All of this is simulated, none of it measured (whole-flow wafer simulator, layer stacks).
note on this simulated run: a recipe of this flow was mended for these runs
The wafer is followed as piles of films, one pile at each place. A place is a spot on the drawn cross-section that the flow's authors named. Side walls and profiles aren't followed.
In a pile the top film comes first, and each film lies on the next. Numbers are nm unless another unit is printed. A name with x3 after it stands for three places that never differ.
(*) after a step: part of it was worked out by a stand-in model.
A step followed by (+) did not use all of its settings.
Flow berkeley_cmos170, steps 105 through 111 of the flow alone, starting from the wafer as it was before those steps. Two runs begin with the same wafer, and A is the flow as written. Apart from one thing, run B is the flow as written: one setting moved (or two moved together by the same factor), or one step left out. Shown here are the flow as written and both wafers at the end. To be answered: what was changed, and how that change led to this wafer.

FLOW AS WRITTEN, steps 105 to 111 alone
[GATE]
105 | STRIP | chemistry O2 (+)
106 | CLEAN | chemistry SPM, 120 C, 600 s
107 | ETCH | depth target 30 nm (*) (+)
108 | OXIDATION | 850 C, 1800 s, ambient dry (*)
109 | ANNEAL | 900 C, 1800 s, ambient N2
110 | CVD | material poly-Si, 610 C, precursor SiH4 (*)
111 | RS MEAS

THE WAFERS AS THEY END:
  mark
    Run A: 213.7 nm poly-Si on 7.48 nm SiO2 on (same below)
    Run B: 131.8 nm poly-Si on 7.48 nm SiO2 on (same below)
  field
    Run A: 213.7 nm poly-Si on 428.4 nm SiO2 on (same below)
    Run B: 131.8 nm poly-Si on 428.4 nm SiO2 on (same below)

The reason: step 110, CVD: 587 C was run, while the flow as written has 610 C.

Step by step, how the change led to this:
  110 | CVD | material poly-Si, 610 C, precursor SiH4 (*)
      field, mark, sd_n and 10 more: A poly-Si gains 213.7 (new film) | B poly-Si gains 131.8 (new film)
